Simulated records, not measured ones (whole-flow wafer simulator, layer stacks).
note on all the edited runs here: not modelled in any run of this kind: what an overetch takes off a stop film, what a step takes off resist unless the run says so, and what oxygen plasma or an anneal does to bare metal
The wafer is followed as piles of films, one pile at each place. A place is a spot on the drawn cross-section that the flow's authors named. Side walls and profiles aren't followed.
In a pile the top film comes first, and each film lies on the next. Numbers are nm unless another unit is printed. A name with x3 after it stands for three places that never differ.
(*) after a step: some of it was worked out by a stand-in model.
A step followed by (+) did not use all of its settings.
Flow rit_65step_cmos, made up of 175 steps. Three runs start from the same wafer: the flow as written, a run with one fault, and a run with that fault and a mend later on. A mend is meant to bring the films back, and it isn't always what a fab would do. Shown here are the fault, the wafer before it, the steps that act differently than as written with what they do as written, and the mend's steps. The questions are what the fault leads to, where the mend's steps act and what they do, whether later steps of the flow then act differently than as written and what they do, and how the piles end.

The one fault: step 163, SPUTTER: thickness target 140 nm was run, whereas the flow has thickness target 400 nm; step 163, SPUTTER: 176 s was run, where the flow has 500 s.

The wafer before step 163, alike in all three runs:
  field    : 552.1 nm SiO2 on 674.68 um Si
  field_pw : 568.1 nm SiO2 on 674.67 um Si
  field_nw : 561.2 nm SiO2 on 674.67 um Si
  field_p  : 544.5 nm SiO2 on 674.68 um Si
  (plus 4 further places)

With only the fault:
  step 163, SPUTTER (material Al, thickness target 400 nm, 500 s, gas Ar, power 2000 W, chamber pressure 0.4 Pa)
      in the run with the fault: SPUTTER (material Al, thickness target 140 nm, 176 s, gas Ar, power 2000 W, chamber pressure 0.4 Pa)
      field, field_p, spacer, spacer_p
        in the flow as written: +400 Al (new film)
        in the run with the fault: +140 Al (new film)
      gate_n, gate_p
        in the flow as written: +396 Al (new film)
        in the run with the fault: +140 Al (new film)
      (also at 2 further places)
  Steps further on in the flow that do not act as written (3 other steps are not shown; they differ only slightly, by no more than 2% or 0.5 nm, whichever is larger):
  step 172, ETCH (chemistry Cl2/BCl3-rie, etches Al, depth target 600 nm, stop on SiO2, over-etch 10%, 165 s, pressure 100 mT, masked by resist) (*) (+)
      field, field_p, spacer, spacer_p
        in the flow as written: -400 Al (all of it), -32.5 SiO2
        in the run with the fault: -140 Al (all of it), -65 SiO2
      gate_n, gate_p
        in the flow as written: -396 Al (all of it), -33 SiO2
        in the run with the fault: -140 Al (all of it), -65 SiO2
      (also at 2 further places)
  By the end, the piles at field, field_pw, field_nw, field_p, gate_n, gate_p, spacer, spacer_p depart from the flow's by more than 2% or 0.5 nm, whichever is larger.
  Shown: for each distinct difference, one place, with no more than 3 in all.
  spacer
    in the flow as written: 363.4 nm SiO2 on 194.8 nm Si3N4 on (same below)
    in the run with the fault: 330.9 nm SiO2 on 194.8 nm Si3N4 on (same below)
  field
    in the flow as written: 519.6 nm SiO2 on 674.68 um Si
    in the run with the fault: 487.1 nm SiO2 on 674.68 um Si
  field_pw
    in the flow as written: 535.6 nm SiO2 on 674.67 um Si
    in the run with the fault: 503.1 nm SiO2 on 674.67 um Si

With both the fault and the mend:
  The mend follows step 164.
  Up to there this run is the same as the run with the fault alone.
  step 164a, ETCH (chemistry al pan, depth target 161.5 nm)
      field, field_p, gate_n, gate_p, spacer, spacer_p
        -140 Al (all of it)
      field_pw, field_nw
        -139.9 Al (all of it)
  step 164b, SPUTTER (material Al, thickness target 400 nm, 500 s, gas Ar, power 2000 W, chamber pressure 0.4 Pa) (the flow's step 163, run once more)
      field, field_pw, field_p, spacer, spacer_p
        +400 Al (new film)
      gate_n, gate_p
        +396 Al (new film)
      field_nw
        +397.2 Al (new film)
  None of the later steps of the flow acts differently than as written at any place that is followed.
  At every place that both follow, the piles at the end match the flow's.
